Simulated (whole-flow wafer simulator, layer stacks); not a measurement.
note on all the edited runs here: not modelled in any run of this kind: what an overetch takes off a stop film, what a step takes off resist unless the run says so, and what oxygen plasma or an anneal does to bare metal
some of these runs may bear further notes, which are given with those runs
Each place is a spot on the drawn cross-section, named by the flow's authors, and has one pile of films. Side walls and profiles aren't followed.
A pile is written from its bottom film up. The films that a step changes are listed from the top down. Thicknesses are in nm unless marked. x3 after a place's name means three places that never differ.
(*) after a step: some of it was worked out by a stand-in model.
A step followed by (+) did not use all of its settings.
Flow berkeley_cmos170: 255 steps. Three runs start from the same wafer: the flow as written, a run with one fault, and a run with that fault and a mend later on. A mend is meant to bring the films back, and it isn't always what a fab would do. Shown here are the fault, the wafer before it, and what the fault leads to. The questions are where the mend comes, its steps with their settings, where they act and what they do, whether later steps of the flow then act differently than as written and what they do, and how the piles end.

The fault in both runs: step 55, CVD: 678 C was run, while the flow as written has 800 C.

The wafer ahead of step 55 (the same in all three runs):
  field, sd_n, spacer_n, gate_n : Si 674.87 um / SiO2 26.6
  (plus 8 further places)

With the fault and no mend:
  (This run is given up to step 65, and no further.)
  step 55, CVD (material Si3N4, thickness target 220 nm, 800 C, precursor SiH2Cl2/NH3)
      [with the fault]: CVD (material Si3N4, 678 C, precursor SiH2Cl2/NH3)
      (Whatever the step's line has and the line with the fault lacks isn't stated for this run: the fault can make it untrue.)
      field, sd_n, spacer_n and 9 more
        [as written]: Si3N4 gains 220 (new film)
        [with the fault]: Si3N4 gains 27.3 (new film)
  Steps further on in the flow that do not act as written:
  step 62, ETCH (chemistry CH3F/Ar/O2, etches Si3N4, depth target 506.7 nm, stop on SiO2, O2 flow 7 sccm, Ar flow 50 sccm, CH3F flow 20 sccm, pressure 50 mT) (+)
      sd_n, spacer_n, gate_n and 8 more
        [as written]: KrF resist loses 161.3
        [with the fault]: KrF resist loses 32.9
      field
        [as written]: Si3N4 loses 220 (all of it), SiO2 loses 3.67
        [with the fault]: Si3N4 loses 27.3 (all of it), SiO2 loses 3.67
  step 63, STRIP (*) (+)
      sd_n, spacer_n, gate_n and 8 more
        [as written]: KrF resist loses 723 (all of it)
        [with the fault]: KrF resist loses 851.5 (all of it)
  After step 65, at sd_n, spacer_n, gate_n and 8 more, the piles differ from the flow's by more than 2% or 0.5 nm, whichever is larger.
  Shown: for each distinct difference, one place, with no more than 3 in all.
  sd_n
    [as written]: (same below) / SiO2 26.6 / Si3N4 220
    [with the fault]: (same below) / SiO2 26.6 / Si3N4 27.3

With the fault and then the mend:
  After step 55 comes the mend.
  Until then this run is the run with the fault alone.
  step 55a, CVD (material Si3N4, thickness target 193 nm, 800 C, precursor SiH2Cl2/NH3) (the flow's step 55, run once more with other settings)
      field, sd_n, spacer_n and 9 more
        Si3N4 gains 193
  None of the later steps of the flow differs from how it acts as written, at any place that is followed, by more than 2% or 0.5 nm, whichever is larger.
  The piles end only slightly different from the flow's at the places that both follow, by no more than 2% or 0.5 nm, whichever is larger.
